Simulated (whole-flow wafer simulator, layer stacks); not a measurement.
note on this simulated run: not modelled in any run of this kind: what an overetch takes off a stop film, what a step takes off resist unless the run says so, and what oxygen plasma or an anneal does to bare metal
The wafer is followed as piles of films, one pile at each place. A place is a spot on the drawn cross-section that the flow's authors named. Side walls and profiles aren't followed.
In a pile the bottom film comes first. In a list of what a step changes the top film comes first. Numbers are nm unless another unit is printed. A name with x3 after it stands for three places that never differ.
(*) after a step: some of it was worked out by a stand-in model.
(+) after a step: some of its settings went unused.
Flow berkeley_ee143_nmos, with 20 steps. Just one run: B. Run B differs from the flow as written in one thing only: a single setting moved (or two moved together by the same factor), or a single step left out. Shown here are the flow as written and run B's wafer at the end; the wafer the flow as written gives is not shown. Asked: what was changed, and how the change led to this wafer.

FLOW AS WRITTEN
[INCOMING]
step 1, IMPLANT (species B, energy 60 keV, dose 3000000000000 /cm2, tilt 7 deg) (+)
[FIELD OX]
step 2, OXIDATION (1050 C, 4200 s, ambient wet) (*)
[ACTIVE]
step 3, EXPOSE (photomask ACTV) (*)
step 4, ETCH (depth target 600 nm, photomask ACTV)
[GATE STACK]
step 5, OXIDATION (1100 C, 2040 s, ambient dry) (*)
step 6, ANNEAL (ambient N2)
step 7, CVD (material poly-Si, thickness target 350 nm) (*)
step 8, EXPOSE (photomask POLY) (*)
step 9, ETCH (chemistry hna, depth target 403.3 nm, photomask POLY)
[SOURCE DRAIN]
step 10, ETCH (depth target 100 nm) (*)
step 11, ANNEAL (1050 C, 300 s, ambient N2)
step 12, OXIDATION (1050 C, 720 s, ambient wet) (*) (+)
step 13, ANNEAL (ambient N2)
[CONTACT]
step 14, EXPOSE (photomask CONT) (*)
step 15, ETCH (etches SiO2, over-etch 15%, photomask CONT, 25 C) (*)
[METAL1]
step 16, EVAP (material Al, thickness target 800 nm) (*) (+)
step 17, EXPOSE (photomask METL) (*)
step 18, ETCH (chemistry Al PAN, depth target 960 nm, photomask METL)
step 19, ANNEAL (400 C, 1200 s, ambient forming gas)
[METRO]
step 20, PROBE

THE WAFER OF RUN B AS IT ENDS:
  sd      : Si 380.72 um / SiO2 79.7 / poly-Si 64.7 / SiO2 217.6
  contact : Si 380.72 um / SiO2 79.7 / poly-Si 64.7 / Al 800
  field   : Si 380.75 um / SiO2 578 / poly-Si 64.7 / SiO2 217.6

Cause: step 9, ETCH: depth target 189.6 nm was run, though the flow has depth target 403.3 nm.

Step by step, how the change led to this:
  step 9, ETCH (chemistry hna, depth target 403.3 nm, photomask POLY)
      sd, contact, field: -189.6 poly-Si (in the flow as written it would be: -350 poly-Si (all of it))
  step 10, ETCH (depth target 100 nm) (*)
      sd, contact: nothing (in the flow as written it would be: -79.7 SiO2 (all of it))
      field: nothing (in the flow as written it would be: -100 SiO2)
  step 12, OXIDATION (1050 C, 720 s, ambient wet) (*) (+)
      sd, contact: +217.6 SiO2 (new film), -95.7 poly-Si (in the flow as written it would be: +189.4 SiO2 (new film), -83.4 Si)
      field: +217.6 SiO2 (new film), -95.7 poly-Si (in the flow as written it would be: +69.1 SiO2, -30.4 Si)
  step 15, ETCH (etches SiO2, over-etch 15%, photomask CONT, 25 C) (*)
      contact: -217.6 SiO2 (all of it) (in the flow as written it would be: -189.4 SiO2 (all of it))
